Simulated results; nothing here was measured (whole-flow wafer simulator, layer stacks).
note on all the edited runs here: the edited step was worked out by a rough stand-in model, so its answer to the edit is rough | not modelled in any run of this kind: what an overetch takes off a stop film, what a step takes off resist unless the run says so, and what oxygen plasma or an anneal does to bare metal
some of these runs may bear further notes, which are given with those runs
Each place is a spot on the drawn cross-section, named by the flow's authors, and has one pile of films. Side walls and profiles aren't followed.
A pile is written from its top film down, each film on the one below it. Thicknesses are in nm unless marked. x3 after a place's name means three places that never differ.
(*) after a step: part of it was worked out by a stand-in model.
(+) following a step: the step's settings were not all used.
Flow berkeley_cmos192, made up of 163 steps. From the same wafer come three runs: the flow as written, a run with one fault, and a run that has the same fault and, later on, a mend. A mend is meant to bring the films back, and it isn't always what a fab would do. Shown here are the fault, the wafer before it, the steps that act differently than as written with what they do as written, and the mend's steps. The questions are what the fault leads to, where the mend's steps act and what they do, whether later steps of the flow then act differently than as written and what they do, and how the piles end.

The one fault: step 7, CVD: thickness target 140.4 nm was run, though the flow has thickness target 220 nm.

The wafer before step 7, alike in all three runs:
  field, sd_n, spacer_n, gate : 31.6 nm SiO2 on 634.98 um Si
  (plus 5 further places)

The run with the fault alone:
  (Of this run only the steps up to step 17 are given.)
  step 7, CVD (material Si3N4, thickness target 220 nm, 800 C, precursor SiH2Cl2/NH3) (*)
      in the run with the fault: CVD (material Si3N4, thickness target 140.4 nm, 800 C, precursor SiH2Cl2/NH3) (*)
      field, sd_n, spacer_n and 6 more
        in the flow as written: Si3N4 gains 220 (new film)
        in the run with the fault: Si3N4 gains 140.4 (new film)
  Later steps of the flow acting differently than as written:
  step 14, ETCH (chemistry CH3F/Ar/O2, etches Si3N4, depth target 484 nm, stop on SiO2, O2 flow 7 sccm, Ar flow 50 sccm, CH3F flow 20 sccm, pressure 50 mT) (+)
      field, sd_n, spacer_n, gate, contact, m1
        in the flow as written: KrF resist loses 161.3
        in the run with the fault: KrF resist loses 108.3
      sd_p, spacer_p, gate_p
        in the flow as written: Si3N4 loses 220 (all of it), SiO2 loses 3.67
        in the run with the fault: Si3N4 loses 140.4 (all of it), SiO2 loses 3.67
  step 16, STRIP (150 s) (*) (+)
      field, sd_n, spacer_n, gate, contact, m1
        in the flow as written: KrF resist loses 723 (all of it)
        in the run with the fault: KrF resist loses 776.1 (all of it)
  Once step 17 is done, the piles at field, sd_n, spacer_n, gate, contact, m1 depart from the flow's by more than 2% or 0.5 nm, whichever is larger.
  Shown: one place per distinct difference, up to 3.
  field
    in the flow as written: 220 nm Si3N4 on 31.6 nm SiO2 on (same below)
    in the run with the fault: 140.4 nm Si3N4 on 31.6 nm SiO2 on (same below)

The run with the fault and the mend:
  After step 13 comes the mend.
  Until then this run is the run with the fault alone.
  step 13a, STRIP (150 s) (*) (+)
      field, sd_n, spacer_n, gate, contact, m1
        KrF resist loses 884.4 (all of it)
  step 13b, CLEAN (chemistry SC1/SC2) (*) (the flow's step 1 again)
      does not change any film at any place that is followed
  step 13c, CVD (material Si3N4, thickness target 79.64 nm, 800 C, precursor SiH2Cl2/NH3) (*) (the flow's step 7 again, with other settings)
      field, sd_n, spacer_n and 6 more
        Si3N4 gains 79.6
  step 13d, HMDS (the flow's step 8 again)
      does not change any film at any place that is followed
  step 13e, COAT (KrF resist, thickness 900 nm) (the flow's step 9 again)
      field, sd_n, spacer_n and 6 more
        KrF resist gains 900 (new film)
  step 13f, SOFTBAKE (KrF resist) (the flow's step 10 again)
      does not change any film at any place that is followed
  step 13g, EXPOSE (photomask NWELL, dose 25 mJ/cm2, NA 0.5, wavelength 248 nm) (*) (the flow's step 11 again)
      does not change any film at any place that is followed
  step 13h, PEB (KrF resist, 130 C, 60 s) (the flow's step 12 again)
      field, sd_n, spacer_n and 6 more
        KrF resist loses 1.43
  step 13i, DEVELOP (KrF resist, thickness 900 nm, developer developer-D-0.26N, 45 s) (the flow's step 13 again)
      field, sd_n, spacer_n, gate, contact, m1
        KrF resist loses 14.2
      sd_p, spacer_p, gate_p
        KrF resist loses 898.6 (all of it)
  None of the later steps of the flow differs from how it acts as written, at any place that is followed, by more than 2% or 0.5 nm, whichever is larger.
  By the end, the piles equal the flow's at every place that both follow.
